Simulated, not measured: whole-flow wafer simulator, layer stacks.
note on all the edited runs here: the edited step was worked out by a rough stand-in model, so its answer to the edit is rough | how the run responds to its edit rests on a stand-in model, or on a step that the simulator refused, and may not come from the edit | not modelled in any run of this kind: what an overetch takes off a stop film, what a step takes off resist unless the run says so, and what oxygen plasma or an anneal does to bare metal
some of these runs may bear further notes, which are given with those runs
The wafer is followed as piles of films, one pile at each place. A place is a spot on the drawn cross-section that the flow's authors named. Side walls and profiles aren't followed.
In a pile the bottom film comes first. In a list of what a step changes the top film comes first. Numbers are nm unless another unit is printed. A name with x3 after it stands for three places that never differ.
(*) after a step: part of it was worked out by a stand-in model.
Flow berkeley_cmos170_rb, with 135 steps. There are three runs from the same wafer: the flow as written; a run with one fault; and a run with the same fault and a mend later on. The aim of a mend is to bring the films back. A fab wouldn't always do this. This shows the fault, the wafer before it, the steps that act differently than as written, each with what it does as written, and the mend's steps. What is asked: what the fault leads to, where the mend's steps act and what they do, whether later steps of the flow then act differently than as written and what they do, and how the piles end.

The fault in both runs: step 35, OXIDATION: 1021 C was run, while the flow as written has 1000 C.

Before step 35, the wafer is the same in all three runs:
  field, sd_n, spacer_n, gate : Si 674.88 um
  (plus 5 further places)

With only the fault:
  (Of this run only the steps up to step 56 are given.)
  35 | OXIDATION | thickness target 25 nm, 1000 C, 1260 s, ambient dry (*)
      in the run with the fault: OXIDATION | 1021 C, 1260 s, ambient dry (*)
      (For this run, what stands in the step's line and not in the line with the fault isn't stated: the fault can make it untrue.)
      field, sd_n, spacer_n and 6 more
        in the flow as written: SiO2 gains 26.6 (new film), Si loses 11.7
        in the run with the fault: SiO2 gains 31.9 (new film), Si loses 14
  Steps later in the flow that act otherwise than as written:
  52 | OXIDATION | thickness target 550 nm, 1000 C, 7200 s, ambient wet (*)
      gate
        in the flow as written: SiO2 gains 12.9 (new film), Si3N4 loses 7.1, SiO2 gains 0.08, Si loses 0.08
        in the run with the fault: SiO2 gains 12.9 (new film), Si3N4 loses 7.1
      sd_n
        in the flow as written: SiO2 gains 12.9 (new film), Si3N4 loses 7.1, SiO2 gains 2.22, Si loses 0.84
        in the run with the fault: SiO2 gains 12.9 (new film), Si3N4 loses 7.1, SiO2 gains 4.48, Si loses 1.93
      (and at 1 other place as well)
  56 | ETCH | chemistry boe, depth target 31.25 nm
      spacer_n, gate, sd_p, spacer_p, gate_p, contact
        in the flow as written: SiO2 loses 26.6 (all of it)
        in the run with the fault: SiO2 loses 31.2
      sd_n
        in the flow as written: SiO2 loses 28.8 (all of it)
        in the run with the fault: SiO2 loses 31.2
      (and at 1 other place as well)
  Once step 56 is done, the piles at sd_n, spacer_n, gate, sd_p, spacer_p, gate_p, contact, m1 depart from the flow's by more than 2% or 0.5 nm, whichever is larger.
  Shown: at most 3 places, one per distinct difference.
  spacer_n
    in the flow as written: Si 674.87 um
    in the run with the fault: Si 674.87 um / SiO2 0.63
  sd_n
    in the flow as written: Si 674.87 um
    in the run with the fault: Si 674.86 um / SiO2 5.11
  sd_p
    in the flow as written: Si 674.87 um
    in the run with the fault: Si 674.87 um / SiO2 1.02

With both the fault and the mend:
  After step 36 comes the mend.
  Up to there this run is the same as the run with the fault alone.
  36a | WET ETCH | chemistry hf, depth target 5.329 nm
      field, sd_n, spacer_n and 6 more
        SiO2 loses 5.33
  Every later step of the flow that is run acts as written, at every place that is followed, to within 2% or 0.5 nm, whichever is larger.
  When the end is reached, the piles differ only a little from the flow's at the places that both follow, at most by 2% or 0.5 nm, whichever is larger.
